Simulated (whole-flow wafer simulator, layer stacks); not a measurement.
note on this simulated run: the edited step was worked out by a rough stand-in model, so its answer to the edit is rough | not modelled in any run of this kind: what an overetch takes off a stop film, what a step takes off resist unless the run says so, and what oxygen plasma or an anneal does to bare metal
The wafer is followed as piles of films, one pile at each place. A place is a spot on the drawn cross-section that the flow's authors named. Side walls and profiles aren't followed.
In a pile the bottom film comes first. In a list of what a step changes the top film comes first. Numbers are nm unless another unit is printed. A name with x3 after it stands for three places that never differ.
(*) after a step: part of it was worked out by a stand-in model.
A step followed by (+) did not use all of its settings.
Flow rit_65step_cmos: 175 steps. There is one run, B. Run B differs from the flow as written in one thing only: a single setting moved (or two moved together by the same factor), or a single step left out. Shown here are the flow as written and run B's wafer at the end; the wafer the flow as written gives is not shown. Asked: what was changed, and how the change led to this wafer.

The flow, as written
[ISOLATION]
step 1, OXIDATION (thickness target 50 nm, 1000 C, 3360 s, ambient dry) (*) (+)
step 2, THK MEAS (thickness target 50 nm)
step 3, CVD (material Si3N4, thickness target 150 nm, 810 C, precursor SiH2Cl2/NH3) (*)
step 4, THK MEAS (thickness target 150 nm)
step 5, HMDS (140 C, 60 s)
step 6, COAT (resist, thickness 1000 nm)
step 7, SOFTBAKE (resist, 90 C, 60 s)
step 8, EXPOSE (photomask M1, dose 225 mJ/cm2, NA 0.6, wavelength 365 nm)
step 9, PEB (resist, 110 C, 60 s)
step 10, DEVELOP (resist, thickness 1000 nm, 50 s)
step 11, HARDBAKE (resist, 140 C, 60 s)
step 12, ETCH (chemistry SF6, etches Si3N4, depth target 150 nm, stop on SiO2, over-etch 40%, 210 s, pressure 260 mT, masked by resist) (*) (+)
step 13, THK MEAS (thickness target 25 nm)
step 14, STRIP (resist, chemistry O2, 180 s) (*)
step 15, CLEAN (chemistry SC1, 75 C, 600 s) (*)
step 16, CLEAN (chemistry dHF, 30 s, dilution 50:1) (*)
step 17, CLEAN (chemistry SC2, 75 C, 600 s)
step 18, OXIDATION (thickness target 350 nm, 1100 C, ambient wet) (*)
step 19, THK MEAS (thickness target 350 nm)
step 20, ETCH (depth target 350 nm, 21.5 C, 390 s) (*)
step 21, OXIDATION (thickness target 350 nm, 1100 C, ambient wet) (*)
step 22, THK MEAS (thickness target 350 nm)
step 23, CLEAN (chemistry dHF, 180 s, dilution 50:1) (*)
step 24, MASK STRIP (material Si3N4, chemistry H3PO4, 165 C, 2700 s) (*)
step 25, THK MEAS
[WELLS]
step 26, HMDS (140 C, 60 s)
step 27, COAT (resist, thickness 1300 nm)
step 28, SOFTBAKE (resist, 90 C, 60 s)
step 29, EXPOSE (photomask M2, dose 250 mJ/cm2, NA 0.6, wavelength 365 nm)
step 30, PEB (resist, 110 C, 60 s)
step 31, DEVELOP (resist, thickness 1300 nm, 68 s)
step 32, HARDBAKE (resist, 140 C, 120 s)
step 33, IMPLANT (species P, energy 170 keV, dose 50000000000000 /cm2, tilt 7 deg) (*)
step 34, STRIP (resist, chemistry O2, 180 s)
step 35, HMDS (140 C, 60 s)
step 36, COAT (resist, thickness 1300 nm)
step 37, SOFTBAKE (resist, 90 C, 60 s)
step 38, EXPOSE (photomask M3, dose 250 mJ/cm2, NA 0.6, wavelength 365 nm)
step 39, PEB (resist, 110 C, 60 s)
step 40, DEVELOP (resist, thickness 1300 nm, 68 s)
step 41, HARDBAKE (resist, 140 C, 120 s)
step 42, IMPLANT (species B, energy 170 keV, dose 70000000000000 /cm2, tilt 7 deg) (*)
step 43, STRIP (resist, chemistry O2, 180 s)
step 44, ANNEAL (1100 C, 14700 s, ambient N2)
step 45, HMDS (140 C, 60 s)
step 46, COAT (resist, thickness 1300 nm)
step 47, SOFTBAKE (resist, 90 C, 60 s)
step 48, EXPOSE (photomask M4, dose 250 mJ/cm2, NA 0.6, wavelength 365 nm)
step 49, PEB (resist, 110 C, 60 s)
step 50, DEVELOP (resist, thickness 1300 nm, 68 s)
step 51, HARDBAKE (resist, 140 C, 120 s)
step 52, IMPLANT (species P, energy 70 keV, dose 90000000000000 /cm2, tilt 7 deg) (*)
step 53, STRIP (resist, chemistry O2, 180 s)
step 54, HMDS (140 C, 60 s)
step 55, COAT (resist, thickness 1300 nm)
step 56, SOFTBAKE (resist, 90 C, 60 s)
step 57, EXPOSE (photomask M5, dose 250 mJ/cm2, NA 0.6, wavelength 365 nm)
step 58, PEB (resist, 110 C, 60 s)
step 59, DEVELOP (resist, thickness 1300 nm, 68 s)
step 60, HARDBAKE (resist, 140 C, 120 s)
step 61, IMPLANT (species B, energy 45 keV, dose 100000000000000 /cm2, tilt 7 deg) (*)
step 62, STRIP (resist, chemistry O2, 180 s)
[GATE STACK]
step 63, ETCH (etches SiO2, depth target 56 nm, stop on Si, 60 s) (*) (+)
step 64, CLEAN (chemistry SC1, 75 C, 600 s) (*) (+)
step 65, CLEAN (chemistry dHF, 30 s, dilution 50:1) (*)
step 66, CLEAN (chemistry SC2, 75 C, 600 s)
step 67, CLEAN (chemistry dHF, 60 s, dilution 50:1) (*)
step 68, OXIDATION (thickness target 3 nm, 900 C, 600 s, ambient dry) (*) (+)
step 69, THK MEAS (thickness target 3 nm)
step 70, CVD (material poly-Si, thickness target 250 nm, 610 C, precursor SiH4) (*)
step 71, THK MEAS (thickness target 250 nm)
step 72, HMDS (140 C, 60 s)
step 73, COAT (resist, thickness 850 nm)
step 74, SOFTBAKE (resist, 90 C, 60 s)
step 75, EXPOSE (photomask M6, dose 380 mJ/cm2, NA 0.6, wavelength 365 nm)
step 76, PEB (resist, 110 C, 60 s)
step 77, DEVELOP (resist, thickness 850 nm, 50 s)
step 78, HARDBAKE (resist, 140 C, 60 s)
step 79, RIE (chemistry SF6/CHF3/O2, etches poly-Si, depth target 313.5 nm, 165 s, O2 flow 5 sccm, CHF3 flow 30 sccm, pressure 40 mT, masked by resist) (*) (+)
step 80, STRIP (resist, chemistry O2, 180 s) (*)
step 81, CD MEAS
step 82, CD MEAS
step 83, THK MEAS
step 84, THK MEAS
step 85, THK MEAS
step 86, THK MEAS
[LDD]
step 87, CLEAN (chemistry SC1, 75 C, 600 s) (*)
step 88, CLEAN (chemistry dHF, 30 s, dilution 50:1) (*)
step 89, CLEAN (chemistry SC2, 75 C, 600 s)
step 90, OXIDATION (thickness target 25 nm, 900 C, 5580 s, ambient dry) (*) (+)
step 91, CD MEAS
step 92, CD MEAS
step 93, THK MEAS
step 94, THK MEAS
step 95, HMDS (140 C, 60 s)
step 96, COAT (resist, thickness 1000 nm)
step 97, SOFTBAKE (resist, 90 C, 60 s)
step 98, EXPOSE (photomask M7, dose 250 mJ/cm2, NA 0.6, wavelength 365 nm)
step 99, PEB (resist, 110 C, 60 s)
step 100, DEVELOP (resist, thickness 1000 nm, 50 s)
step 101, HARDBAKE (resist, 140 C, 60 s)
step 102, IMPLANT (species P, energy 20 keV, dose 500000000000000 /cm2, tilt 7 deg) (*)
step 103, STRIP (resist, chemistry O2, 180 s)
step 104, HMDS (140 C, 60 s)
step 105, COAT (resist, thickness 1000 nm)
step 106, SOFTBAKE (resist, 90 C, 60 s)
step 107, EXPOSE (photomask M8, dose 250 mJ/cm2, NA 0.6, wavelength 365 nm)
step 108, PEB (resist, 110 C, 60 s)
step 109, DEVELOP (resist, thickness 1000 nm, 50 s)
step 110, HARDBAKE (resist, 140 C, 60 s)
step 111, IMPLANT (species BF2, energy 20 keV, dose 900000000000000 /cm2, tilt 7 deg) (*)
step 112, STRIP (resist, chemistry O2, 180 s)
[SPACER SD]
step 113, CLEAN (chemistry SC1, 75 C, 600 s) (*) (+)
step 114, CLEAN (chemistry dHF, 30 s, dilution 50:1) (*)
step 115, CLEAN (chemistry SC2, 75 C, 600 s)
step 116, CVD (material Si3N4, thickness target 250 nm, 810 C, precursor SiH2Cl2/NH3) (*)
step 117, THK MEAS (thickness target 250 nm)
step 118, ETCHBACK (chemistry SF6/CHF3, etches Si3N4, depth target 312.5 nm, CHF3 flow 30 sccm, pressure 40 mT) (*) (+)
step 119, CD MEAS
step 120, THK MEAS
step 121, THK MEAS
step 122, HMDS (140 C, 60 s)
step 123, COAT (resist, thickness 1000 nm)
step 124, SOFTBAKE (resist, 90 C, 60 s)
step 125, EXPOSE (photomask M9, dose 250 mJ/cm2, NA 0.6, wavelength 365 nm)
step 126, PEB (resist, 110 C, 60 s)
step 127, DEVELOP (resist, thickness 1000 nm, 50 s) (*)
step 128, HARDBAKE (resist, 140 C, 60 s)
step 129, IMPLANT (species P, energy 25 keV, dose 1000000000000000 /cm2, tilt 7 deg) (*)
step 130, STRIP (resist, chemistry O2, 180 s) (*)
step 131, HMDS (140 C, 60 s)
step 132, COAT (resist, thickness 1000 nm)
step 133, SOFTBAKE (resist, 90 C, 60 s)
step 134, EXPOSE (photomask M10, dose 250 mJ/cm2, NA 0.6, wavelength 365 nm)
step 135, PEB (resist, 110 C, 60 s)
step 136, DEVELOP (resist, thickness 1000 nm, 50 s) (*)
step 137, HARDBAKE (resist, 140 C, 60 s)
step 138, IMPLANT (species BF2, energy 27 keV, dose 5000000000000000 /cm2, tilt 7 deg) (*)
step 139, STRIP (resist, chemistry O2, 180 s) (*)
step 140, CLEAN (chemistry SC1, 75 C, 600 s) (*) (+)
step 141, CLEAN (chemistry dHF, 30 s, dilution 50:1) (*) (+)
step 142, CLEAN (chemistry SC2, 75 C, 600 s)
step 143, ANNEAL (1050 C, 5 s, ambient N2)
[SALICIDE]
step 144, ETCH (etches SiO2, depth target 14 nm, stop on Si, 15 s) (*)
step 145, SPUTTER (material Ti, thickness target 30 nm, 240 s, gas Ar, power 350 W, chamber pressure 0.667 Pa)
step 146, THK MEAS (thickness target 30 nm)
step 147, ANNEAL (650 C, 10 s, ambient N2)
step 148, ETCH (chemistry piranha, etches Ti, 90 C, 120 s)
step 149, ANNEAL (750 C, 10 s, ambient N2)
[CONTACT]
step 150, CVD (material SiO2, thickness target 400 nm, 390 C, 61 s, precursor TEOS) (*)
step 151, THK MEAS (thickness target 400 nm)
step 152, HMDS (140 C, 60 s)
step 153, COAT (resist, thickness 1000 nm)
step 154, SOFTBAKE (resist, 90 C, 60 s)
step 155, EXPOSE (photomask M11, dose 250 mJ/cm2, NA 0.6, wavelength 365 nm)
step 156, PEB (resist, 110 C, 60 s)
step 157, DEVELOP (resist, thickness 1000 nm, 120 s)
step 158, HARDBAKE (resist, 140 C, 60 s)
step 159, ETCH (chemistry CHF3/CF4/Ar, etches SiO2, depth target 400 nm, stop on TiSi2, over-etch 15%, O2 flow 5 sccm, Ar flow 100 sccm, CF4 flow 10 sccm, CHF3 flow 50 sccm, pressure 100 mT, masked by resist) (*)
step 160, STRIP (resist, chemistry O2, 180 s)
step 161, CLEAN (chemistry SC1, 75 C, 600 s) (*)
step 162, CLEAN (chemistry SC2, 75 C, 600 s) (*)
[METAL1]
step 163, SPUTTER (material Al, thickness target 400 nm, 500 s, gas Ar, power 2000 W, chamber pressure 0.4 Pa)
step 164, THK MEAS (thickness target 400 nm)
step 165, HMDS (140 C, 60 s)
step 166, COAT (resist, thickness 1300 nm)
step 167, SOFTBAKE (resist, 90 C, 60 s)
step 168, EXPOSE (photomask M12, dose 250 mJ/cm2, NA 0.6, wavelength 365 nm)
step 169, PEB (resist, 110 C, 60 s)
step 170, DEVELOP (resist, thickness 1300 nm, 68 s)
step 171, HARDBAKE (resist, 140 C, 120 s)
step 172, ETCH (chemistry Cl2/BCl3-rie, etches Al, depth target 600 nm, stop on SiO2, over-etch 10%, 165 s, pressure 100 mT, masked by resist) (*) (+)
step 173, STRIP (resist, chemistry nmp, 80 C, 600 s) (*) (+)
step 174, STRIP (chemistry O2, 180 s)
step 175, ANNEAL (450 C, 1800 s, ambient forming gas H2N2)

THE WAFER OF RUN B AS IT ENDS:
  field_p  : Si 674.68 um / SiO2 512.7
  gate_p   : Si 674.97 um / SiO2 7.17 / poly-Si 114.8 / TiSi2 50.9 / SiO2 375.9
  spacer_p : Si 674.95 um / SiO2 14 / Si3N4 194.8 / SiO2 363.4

The reason: step 111, IMPLANT: dose 360000000000000 /cm2 was run, though the flow has dose 900000000000000 /cm2.

How this came from the change, step by step:
  step 114, CLEAN (chemistry dHF, 30 s, dilution 50:1) (*)
      field_p, active_p, gate_p, spacer_p, sd_p: -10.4 SiO2 (in the flow as written it would be: -11.1 SiO2)
  step 118, ETCHBACK (chemistry SF6/CHF3, etches Si3N4, depth target 312.5 nm, CHF3 flow 30 sccm, pressure 40 mT) (*) (+)
      gate_p: -250 Si3N4 (all of it), -16.4 SiO2 (all of it), -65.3 poly-Si (in the flow as written it would be: -250 Si3N4 (all of it), -15.7 SiO2 (all of it), -66.7 poly-Si)
